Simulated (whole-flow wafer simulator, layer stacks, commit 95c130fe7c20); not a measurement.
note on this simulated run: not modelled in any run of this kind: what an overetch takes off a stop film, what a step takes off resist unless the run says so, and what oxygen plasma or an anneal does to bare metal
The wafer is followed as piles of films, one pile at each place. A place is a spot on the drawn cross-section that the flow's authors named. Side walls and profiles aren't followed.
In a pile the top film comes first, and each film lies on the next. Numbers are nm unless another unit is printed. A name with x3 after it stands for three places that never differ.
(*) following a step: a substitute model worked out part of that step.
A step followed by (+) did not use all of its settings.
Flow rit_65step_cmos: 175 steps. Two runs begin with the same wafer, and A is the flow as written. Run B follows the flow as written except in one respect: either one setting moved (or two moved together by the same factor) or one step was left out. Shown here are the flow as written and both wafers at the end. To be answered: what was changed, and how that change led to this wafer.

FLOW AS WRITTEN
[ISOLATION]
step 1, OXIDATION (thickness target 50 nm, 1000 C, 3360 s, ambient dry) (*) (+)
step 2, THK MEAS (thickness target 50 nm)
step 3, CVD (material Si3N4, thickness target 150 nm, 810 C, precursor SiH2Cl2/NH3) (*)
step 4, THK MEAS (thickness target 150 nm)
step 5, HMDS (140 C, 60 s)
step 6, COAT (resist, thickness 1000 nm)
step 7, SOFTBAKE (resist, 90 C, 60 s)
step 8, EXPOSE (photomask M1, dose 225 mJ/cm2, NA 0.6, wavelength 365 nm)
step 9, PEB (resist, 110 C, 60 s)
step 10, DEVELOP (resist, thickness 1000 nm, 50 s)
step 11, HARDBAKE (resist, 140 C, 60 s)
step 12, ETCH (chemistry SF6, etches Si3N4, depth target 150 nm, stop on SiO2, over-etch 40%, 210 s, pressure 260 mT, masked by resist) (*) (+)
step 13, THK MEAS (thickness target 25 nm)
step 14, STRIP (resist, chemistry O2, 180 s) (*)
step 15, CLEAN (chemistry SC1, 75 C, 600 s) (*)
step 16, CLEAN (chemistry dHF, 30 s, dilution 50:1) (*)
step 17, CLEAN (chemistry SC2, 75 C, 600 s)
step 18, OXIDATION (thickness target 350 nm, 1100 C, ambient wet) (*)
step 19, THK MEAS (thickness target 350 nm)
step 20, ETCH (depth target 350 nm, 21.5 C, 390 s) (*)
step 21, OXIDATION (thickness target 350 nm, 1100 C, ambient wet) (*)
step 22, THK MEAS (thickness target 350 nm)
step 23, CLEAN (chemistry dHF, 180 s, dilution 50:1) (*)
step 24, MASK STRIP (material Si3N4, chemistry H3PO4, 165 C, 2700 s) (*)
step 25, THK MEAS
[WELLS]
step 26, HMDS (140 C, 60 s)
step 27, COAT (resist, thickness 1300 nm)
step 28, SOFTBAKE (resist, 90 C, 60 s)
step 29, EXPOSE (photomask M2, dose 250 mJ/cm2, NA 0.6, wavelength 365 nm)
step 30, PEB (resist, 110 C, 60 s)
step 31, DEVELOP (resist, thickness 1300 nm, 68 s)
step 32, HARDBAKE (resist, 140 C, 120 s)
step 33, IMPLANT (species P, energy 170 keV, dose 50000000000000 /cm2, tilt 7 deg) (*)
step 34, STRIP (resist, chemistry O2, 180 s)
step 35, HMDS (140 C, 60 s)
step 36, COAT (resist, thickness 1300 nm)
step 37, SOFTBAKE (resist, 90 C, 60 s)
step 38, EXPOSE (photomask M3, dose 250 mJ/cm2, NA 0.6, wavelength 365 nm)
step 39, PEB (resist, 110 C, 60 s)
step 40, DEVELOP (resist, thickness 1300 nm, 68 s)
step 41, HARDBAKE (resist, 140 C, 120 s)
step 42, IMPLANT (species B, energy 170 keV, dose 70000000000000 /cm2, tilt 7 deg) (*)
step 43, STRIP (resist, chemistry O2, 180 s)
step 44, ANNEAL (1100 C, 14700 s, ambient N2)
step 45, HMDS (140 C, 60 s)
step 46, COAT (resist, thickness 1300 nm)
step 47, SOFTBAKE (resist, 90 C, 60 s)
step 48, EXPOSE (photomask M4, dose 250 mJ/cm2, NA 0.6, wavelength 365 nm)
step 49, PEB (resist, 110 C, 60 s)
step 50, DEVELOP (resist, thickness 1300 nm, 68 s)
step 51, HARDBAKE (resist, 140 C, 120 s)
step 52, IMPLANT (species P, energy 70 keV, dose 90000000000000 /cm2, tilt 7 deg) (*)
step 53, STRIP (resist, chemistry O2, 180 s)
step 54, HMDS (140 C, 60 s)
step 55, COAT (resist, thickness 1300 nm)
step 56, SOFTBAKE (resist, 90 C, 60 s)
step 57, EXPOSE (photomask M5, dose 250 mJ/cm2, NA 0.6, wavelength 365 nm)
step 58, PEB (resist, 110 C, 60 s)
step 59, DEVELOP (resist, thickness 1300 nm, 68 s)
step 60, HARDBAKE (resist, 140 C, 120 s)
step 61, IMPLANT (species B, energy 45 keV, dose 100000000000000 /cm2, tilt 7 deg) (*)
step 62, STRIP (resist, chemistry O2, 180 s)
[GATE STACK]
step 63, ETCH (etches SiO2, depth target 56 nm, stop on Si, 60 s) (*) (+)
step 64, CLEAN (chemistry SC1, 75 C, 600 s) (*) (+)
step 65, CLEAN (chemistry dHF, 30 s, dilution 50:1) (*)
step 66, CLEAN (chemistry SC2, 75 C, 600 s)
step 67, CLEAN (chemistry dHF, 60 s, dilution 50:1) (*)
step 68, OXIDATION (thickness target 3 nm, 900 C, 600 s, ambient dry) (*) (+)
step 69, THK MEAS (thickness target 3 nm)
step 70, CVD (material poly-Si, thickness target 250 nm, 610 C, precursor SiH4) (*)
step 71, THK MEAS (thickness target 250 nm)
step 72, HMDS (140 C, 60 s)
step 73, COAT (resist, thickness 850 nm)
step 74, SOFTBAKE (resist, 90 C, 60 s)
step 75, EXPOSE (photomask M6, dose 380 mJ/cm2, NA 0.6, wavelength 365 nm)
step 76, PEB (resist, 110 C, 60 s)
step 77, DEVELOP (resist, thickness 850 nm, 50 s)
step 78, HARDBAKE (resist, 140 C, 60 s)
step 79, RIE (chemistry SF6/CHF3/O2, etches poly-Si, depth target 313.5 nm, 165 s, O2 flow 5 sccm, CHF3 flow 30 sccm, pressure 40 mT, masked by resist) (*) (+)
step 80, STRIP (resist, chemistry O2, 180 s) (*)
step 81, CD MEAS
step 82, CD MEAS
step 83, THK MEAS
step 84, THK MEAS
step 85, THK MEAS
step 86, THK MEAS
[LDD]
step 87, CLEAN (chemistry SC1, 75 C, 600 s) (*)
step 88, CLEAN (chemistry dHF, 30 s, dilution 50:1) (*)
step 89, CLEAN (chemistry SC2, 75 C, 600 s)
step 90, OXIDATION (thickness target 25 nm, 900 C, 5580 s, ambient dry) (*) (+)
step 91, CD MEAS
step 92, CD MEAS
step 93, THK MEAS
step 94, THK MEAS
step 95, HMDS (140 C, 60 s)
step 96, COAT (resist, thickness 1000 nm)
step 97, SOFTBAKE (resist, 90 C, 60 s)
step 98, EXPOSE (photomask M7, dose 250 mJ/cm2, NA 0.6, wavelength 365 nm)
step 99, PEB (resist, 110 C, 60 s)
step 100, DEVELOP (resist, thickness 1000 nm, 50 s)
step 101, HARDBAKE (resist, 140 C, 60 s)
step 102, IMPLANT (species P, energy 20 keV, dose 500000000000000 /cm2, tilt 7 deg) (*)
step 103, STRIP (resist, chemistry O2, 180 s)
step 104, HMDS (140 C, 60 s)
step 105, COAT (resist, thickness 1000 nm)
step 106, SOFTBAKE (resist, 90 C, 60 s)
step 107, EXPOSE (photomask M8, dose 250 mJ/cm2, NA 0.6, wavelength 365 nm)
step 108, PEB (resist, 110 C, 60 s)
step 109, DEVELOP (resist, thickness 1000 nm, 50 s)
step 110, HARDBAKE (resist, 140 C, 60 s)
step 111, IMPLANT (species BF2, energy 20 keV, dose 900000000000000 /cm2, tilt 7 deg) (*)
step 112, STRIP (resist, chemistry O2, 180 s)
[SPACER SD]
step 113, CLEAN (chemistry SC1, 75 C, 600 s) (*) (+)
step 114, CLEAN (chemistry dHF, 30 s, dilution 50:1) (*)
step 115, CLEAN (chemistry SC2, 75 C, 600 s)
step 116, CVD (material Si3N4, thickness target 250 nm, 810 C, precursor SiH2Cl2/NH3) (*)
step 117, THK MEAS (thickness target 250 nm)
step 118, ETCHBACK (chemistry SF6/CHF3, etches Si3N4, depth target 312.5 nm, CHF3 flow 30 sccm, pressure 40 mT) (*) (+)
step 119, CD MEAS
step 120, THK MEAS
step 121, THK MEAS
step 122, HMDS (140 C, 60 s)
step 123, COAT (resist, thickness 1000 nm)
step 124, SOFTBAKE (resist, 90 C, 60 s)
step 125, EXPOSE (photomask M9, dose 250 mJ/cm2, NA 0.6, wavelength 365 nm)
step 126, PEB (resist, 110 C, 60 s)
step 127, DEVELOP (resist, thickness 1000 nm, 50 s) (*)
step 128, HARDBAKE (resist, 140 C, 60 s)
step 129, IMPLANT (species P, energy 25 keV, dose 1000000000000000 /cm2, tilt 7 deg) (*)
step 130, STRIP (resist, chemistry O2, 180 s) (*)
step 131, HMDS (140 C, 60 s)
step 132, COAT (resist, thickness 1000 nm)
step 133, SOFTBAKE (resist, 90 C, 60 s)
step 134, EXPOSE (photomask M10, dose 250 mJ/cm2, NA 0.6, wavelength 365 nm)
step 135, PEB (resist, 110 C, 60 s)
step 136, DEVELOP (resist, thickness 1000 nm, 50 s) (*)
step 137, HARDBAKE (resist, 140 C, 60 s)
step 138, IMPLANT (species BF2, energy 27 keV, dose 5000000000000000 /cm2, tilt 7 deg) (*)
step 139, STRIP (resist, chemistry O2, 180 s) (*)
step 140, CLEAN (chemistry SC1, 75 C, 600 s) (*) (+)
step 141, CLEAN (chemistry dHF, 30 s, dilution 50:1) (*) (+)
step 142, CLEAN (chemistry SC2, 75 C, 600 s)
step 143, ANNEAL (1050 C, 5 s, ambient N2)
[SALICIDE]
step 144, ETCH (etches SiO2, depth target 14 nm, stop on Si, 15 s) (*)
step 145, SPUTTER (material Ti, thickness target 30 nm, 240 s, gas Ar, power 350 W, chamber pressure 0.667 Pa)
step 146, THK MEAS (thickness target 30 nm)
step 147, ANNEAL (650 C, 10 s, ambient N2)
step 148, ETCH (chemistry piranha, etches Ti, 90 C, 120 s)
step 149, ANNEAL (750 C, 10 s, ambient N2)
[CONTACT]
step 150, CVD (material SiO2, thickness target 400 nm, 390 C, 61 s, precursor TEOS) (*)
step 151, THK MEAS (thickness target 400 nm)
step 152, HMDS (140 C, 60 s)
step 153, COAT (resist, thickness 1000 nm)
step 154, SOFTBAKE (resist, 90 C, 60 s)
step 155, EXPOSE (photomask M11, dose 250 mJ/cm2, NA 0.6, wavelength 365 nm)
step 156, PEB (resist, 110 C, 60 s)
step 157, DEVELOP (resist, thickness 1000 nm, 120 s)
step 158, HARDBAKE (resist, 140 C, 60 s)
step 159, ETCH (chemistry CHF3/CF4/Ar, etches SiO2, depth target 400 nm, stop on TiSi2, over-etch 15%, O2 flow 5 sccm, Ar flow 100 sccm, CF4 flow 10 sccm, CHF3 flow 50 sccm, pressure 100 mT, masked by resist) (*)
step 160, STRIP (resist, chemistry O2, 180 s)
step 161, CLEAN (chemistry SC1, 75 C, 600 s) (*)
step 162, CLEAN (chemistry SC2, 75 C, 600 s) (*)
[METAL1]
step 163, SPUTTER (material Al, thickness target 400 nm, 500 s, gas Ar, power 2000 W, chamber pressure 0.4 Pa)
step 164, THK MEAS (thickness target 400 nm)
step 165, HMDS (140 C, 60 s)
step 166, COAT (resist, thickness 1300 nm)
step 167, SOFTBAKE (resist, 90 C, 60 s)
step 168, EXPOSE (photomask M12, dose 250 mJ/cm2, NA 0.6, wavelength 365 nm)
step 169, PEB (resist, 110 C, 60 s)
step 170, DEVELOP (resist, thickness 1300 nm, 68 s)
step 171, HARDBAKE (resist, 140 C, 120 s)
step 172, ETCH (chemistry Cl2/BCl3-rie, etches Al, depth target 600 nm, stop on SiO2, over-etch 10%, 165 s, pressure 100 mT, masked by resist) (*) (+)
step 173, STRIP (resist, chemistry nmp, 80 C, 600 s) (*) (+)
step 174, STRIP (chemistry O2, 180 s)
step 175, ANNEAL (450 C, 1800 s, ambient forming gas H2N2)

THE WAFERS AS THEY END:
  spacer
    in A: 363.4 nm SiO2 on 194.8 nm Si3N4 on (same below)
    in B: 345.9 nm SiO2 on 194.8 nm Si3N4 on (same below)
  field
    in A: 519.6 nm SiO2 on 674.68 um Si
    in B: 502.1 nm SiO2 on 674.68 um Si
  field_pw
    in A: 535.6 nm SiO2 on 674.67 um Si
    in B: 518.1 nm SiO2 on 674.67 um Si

Cause: step 163, SPUTTER: 325 s was run, whereas the flow has 500 s.

How this came from the change, step by step:
  step 163, SPUTTER (material Al, thickness target 400 nm, 500 s, gas Ar, power 2000 W, chamber pressure 0.4 Pa)
      field, field_p, spacer, spacer_p: A Al gains 400 (new film) | B Al gains 260 (new film)
      gate_n, gate_p: A Al gains 396 (new film) | B Al gains 260 (new film)
      (as well as at 2 more places)
  step 172, ETCH (chemistry Cl2/BCl3-rie, etches Al, depth target 600 nm, stop on SiO2, over-etch 10%, 165 s, pressure 100 mT, masked by resist) (*) (+)
      field, field_p, spacer, spacer_p: A Al loses 400 (all of it), SiO2 loses 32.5 | B Al loses 260 (all of it), SiO2 loses 50
      gate_n, gate_p: A Al loses 396 (all of it), SiO2 loses 33 | B Al loses 260 (all of it), SiO2 loses 50
      (as well as at 2 more places)
